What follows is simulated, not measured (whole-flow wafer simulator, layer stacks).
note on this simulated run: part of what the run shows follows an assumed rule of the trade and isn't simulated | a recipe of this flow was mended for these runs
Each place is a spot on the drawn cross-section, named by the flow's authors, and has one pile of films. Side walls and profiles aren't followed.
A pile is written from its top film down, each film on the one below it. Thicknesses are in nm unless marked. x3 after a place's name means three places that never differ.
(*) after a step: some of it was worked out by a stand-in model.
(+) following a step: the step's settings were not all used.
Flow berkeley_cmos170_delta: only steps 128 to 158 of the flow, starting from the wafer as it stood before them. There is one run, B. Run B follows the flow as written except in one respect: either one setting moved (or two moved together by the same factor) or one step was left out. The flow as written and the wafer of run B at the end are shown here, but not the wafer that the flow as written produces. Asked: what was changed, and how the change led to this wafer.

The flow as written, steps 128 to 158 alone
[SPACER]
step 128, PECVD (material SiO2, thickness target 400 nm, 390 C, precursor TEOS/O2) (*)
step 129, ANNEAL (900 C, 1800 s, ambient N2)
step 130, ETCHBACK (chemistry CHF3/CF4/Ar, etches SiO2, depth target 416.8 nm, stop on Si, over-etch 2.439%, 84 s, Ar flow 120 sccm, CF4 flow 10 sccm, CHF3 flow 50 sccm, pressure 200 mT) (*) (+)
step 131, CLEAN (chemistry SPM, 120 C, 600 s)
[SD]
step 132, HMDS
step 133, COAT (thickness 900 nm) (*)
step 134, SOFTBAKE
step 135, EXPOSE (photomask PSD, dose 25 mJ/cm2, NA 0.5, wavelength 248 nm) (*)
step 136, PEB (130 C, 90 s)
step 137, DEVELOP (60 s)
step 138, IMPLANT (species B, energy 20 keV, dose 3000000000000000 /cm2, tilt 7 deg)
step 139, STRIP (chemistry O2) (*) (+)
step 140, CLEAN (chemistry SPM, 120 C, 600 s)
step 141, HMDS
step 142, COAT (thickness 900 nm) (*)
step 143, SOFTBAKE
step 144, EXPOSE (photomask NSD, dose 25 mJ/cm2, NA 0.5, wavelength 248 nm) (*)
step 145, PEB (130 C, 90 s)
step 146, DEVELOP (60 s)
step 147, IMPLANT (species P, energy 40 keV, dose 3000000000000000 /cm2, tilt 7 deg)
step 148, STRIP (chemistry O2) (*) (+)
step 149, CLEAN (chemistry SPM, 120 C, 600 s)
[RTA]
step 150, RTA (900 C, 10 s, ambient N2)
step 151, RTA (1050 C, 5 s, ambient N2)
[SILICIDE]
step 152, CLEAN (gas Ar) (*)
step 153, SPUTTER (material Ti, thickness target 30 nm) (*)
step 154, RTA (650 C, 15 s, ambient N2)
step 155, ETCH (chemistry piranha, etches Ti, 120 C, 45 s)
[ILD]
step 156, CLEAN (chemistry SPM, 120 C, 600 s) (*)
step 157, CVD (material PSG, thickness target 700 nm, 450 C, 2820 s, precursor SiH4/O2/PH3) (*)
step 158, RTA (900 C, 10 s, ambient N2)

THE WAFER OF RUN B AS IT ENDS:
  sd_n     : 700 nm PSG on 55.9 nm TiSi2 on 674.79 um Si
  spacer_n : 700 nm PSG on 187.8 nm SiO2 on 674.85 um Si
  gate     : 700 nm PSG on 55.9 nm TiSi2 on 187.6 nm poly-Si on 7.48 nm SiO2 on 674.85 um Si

The reason: step 128, PECVD: thickness target 362 nm was run, though the flow has thickness target 400 nm.

Step by step, how the change led to this:
  step 128, PECVD (material SiO2, thickness target 400 nm, 390 C, precursor TEOS/O2) (*)
      field, sd_n, contact, m1: SiO2 gains 362 (in the flow as written it would be: SiO2 gains 400)
      spacer_n, sd_p, spacer_p: SiO2 gains 347.5 (in the flow as written it would be: SiO2 gains 383.7)
      (also at 2 further places)
  step 130, ETCHBACK (chemistry CHF3/CF4/Ar, etches SiO2, depth target 416.8 nm, stop on Si, over-etch 2.439%, 84 s, Ar flow 120 sccm, CF4 flow 10 sccm, CHF3 flow 50 sccm, pressure 200 mT) (*) (+)
      sd_n: SiO2 loses 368 (all of it), Si loses 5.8 (in the flow as written it would be: SiO2 loses 406 (all of it), Si loses 2.34)
      gate: SiO2 loses 362 (all of it), chemical SiO2 loses 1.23 (all of it), poly-Si loses 5.8 (in the flow as written it would be: SiO2 loses 400 (all of it), chemical SiO2 loses 1.23 (all of it), poly-Si loses 2.34)
      (also at 4 further places)
  step 133, COAT (thickness 900 nm) (*)
      gate: KrF-resist gains 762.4 (new film) (in the flow as written it would be: KrF-resist gains 780.9 (new film))
      spacer_p: KrF-resist gains 812 (new film) (in the flow as written it would be: KrF-resist gains 794.1 (new film))
      (also at 1 further place)
  step 137, DEVELOP (60 s)
      spacer_p: KrF-resist loses 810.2 (all of it) (in the flow as written it would be: KrF-resist loses 792.3 (all of it))
      gate_p: KrF-resist loses 755 (all of it) (in the flow as written it would be: KrF-resist loses 771.7 (all of it))
  step 139, STRIP (chemistry O2) (*) (+)
      sd_n: KrF-resist loses 976.3 (all of it), chemical SiO2 gains 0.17, Si loses 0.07 (in the flow as written it would be: KrF-resist loses 996.5 (all of it), chemical SiO2 gains 0.17, Si loses 0.08)
      spacer_n: KrF-resist loses 800.9 (all of it) (in the flow as written it would be: KrF-resist loses 784.8 (all of it))
      (also at 1 further place)
  step 142, COAT (thickness 900 nm) (*)
      gate: KrF-resist gains 762.3 (new film) (in the flow as written it would be: KrF-resist gains 780.9 (new film))
      spacer_p: KrF-resist gains 812.3 (new film) (in the flow as written it would be: KrF-resist gains 794.1 (new film))
      (also at 1 further place)
  step 146, DEVELOP (60 s)
      gate: KrF-resist loses 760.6 (all of it) (in the flow as written it would be: KrF-resist loses 779.2 (all of it))
  step 148, STRIP (chemistry O2) (*) (+)
      spacer_p: KrF-resist loses 795.6 (all of it) (in the flow as written it would be: KrF-resist loses 777.5 (all of it))
      gate_p: KrF-resist loses 740.3 (all of it), chemical SiO2 gains 0.07 (in the flow as written it would be: KrF-resist loses 756.6 (all of it), chemical SiO2 gains 0.07)
  step 153, SPUTTER (material Ti, thickness target 30 nm) (*)
      sd_p: Ti gains 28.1 (new film) (in the flow as written it would be: Ti gains 27.5 (new film))
  step 154, RTA (650 C, 15 s, ambient N2)
      sd_p: Ti loses 21.9, TiSi first gains 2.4 (new film), TiSi2 C49 gains 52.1 (new film), Si loses 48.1 (in the flow as written it would be: Ti loses 21.5, TiSi first gains 1.37 (new film), TiSi2 C49 gains 52.5 (new film), Si loses 47.8)
  step 158, RTA (900 C, 10 s, ambient N2)
      sd_p: under 1 film: TiSi2 gains 52.3 (new film), TiSi first loses 2.3 (all of it), TiSi2 C49 loses 52.1 (all of it), Si loses 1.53 (in the flow as written it would be: under 1 film: TiSi2 gains 51.3 (new film), TiSi first loses 1.27 (all of it), TiSi2 C49 loses 52.5 (all of it), Si loses 0.84)
